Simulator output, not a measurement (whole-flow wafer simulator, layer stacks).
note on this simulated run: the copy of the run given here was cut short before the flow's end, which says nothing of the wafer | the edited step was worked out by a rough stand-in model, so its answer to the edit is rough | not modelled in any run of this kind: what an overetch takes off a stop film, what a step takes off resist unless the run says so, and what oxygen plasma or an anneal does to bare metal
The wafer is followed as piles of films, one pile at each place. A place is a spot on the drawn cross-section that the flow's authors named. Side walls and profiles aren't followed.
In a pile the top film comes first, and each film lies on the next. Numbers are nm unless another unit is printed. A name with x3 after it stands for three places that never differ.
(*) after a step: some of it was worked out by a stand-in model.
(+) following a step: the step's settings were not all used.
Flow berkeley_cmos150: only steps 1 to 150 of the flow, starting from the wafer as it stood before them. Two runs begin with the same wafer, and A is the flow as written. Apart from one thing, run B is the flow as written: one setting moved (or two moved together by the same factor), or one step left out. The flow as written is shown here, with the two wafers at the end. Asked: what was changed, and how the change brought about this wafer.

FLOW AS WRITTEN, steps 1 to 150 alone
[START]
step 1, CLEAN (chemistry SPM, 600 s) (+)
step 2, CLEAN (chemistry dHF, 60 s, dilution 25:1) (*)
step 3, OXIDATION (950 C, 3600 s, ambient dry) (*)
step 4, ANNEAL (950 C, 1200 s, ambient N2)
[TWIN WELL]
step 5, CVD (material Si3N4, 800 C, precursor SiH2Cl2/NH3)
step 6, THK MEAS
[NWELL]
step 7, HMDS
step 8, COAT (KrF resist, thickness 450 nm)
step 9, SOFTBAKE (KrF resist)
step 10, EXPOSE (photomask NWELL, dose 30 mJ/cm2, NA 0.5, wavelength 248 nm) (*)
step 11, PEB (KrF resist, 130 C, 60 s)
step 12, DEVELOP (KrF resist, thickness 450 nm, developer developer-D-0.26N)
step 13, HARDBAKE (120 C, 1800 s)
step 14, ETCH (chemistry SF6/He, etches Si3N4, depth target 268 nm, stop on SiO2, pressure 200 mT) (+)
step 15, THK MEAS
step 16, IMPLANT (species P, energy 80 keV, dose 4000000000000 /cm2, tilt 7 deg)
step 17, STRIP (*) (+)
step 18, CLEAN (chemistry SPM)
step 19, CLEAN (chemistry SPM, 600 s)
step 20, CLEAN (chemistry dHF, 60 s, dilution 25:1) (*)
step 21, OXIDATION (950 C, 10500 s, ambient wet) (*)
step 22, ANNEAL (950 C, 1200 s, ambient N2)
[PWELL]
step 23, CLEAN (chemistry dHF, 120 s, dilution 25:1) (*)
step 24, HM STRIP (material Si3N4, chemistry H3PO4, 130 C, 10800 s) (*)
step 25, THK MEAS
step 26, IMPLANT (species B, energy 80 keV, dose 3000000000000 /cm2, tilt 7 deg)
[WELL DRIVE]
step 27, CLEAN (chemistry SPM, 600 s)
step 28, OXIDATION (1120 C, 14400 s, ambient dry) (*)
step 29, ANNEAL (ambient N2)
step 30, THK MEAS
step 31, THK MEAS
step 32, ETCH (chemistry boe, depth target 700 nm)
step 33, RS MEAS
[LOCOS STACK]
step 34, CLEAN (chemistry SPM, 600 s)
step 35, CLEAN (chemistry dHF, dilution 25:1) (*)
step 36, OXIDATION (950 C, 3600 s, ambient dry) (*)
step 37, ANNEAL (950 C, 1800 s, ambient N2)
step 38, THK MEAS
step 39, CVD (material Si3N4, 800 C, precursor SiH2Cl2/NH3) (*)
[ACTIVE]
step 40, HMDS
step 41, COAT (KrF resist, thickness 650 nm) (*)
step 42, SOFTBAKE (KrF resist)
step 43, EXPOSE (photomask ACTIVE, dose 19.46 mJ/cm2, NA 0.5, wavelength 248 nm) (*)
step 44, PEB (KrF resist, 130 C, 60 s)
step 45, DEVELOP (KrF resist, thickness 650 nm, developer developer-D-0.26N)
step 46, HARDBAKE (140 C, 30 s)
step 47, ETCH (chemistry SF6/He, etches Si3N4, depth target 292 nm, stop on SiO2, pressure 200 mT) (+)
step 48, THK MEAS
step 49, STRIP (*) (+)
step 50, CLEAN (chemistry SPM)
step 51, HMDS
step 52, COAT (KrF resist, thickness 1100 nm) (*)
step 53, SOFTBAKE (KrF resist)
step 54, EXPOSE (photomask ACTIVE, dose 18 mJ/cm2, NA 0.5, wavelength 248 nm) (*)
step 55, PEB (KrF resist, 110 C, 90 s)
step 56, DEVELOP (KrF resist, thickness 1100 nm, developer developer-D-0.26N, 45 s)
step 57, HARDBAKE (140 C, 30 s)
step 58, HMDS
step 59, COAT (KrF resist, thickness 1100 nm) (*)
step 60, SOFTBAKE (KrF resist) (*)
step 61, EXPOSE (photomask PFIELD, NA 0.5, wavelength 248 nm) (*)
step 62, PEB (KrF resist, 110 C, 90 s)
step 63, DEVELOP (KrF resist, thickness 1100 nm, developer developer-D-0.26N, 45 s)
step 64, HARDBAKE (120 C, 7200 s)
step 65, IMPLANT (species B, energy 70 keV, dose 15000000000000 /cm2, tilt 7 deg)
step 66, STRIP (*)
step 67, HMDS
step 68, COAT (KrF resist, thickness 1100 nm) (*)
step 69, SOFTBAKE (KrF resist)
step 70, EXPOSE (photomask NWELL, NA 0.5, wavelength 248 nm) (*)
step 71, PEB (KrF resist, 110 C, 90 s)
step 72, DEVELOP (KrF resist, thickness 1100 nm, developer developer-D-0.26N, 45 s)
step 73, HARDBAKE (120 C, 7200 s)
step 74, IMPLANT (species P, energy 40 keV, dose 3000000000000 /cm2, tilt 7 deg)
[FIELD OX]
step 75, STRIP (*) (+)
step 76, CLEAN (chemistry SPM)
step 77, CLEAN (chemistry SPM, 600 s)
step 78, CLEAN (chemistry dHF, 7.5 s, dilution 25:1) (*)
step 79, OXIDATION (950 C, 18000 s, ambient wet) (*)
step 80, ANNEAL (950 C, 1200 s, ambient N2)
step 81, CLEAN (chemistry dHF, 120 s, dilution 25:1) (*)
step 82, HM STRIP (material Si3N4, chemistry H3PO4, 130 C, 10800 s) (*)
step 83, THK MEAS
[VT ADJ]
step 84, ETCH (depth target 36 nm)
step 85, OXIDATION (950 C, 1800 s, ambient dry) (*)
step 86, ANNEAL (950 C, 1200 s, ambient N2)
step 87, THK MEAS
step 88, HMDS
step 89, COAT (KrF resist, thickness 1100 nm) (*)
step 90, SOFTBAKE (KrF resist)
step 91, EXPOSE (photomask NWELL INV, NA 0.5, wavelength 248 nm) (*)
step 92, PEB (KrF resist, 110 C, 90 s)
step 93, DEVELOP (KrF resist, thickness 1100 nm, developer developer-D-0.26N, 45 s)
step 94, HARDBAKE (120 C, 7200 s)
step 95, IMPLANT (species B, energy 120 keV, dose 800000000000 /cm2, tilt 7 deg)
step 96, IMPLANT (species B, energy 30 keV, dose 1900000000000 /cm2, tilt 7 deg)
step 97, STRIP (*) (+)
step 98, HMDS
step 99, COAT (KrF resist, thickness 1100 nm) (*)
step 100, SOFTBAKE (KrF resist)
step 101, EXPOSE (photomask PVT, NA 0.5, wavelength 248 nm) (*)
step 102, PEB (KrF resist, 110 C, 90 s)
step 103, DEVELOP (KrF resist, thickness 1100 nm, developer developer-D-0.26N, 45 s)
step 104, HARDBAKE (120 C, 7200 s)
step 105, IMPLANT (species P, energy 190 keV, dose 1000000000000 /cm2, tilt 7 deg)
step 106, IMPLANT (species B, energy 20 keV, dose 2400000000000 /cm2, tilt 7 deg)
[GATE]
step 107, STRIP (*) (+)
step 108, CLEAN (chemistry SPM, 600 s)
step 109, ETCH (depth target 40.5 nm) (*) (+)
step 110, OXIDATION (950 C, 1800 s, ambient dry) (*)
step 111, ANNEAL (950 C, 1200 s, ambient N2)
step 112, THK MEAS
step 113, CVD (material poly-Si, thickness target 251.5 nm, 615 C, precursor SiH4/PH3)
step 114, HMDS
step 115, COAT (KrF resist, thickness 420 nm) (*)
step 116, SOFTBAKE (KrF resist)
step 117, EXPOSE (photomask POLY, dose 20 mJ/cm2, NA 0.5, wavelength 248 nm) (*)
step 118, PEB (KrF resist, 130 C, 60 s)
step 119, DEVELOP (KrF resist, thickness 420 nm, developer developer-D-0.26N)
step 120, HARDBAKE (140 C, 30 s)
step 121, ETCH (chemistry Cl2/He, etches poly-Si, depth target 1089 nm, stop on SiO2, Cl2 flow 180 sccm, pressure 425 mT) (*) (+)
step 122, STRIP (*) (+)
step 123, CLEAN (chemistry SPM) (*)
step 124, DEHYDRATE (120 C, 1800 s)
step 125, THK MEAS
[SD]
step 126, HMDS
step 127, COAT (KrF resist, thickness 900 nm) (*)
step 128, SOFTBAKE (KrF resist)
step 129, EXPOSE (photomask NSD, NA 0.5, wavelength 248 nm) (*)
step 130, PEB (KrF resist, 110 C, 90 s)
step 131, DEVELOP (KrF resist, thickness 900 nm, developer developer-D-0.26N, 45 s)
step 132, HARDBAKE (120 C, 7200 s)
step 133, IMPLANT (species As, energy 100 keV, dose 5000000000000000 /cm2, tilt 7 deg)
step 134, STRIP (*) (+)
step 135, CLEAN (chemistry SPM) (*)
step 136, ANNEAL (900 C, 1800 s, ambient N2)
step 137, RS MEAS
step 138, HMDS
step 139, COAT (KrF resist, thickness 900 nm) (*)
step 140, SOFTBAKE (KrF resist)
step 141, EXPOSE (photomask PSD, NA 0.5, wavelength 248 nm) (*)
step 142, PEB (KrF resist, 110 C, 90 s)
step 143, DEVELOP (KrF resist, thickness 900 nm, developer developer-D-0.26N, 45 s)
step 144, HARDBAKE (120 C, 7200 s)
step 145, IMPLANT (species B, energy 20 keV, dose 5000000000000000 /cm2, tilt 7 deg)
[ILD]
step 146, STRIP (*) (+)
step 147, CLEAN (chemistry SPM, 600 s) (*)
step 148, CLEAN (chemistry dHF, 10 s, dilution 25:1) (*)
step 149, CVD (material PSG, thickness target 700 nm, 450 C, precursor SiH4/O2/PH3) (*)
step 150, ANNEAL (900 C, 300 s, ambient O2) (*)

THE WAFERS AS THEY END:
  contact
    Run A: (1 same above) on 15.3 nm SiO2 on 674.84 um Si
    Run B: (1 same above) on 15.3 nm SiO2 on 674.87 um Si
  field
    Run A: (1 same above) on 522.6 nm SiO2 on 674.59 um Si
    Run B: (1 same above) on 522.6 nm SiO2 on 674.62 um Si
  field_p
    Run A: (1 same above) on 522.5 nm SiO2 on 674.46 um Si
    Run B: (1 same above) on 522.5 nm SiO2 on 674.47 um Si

Cause: step 28, OXIDATION: 1064 C was run, though the flow has 1120 C.

Step by step, how the change led to this:
  step 28, OXIDATION (1120 C, 14400 s, ambient dry) (*)
      field, sd_n, gate_n, contact, m1: A SiO2 gains 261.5, Si loses 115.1 | B SiO2 gains 185.6, Si loses 81.7
      field_p, sd_p, gate_p: A SiO2 gains 103.6, Si loses 45.6 | B SiO2 gains 66.8, Si loses 29.4
  step 32, ETCH (chemistry boe, depth target 700 nm)
      field, sd_n, gate_n, contact, m1: A SiO2 loses 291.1 (all of it) | B SiO2 loses 215.2 (all of it)
      field_p, sd_p, gate_p: A SiO2 loses 555.5 (all of it) | B SiO2 loses 518.7 (all of it)
